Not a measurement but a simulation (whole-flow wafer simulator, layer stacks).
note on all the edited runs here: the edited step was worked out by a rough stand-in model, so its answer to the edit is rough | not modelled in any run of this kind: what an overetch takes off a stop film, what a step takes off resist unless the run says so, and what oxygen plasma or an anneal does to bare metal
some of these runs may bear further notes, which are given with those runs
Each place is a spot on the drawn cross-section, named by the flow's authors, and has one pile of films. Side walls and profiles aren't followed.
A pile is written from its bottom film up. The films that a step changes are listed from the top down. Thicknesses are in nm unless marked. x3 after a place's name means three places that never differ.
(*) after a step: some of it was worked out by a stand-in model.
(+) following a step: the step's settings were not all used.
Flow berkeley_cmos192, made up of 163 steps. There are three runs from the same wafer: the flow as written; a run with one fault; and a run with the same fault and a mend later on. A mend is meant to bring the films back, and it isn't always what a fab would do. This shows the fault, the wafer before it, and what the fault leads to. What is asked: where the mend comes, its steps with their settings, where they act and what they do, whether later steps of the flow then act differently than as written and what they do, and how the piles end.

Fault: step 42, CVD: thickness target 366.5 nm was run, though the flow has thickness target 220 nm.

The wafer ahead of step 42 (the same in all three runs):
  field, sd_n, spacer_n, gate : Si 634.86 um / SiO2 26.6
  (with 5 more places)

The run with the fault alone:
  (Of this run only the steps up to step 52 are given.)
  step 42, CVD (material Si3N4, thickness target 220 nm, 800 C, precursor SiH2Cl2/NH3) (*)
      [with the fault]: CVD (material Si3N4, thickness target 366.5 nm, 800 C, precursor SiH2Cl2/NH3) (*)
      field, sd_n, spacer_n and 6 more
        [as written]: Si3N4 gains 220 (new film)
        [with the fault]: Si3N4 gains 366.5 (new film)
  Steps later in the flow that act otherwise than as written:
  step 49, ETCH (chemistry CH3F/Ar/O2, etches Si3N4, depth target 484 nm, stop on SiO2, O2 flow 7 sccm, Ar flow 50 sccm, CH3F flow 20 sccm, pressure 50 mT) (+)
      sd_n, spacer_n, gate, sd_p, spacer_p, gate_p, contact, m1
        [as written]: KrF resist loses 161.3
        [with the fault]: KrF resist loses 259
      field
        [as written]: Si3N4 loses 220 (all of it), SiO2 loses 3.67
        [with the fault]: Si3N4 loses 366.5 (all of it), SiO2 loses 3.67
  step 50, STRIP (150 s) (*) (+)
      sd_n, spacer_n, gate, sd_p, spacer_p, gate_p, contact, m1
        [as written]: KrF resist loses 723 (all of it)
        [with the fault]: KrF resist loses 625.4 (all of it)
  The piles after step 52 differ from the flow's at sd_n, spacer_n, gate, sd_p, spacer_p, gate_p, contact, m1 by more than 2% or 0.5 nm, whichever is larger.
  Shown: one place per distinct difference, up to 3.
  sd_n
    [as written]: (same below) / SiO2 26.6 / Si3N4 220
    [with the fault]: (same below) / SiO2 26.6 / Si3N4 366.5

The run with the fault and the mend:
  The mend stands after step 42.
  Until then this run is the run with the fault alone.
  step 42a, ETCH (chemistry h3po4, depth target 146.5 nm)
      field, sd_n, spacer_n and 6 more
        Si3N4 loses 146.5
  None of the later steps of the flow acts differently than as written at any place that is followed.
  The piles end the same as the flow's at every place that both follow.
